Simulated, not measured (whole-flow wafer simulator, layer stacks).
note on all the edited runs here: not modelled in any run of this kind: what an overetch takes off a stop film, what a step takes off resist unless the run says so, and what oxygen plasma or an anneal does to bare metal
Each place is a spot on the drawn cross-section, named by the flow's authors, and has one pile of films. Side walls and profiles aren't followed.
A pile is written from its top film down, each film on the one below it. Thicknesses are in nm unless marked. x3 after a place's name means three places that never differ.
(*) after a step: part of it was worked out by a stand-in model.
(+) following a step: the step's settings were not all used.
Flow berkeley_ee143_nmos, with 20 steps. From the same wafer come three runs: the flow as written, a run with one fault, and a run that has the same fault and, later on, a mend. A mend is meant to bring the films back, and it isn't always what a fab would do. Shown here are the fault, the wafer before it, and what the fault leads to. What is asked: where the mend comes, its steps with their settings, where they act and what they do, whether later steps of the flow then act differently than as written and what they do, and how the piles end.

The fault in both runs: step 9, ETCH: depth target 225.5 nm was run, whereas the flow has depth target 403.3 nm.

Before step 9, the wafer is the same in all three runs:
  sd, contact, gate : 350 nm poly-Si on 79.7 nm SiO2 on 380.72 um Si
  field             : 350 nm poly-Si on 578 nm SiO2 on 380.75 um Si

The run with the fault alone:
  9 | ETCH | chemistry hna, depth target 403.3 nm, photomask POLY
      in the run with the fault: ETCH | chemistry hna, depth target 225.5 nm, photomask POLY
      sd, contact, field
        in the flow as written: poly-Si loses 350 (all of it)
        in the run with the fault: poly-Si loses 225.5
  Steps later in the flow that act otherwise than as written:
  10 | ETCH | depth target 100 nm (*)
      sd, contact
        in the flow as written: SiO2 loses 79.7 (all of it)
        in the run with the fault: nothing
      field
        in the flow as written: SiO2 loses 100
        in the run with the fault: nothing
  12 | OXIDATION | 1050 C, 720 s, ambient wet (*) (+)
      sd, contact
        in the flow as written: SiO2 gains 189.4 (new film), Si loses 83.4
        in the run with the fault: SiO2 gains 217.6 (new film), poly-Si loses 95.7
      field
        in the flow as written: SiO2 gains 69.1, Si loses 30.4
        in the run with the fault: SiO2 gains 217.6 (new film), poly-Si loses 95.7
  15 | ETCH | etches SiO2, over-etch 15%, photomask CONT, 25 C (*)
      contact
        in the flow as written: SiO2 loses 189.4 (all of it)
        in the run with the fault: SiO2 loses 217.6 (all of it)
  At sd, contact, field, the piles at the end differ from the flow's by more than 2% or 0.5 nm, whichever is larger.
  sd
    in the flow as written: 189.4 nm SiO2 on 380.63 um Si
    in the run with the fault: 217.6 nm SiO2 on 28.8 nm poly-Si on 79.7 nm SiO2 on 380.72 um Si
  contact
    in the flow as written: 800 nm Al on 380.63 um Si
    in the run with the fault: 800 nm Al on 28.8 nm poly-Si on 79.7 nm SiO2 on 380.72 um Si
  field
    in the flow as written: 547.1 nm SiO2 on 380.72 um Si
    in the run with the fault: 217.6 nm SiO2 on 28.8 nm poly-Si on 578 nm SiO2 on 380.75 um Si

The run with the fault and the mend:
  The mend follows step 9.
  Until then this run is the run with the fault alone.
  9a | ETCH | chemistry hna, depth target 177.9 nm, photomask POLY (the flow's step 9, run once more with other settings)
      sd, contact, field
        poly-Si loses 124.5 (all of it)
  Later steps of the flow that are run all act as written at every place that is followed.
  By the end, the piles equal the flow's at every place that both follow.
